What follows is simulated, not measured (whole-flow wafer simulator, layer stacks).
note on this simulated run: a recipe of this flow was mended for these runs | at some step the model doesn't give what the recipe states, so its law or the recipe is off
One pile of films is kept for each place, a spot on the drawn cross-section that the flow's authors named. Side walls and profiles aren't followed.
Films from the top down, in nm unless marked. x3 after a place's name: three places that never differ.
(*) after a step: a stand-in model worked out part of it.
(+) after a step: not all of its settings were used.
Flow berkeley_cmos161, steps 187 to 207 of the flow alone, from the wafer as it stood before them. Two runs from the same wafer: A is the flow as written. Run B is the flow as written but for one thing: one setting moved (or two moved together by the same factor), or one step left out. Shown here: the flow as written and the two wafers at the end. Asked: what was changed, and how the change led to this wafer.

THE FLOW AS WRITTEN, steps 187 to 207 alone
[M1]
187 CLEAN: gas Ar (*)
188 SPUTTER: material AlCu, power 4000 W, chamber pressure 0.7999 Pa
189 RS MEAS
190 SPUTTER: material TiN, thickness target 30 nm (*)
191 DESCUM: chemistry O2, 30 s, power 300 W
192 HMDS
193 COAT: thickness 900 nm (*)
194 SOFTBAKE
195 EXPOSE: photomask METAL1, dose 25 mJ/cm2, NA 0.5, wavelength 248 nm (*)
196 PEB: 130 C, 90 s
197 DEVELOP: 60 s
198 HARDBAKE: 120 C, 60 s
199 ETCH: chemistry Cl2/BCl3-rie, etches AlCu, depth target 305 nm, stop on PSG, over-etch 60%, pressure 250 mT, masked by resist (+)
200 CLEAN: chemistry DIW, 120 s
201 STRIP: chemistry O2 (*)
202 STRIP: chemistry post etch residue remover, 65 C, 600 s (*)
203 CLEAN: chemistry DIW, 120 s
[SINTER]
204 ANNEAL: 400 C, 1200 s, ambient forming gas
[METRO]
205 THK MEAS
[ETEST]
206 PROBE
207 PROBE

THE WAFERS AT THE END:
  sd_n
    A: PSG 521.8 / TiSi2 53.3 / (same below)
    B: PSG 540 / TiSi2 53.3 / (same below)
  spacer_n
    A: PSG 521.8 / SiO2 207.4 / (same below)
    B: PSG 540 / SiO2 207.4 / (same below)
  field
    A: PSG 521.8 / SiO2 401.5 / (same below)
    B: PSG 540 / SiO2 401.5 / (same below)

The cause: step 199, ETCH: depth target 214 nm was run, where the flow has depth target 305 nm.

How the change led to this, step by step:
  199 ETCH: chemistry Cl2/BCl3-rie, etches AlCu, depth target 305 nm, stop on PSG, over-etch 60%, pressure 250 mT, masked by resist (+)
      field, sd_n, spacer_n, gate_n, spacer_p, gate_p: A TiN -30 (all of it), AlCu -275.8 (all of it), PSG -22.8 | B TiN -30 (all of it), AlCu -275.8 (all of it), PSG -4.57
      contact, m1: A KrF-resist -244 | B KrF-resist -171.2
      (and at 1 more place)
  201 STRIP: chemistry O2 (*)
      contact: A KrF-resist -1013 (all of it) | B KrF-resist -1085.8 (all of it)
      m1: A KrF-resist -537.5 (all of it) | B KrF-resist -610.3 (all of it)
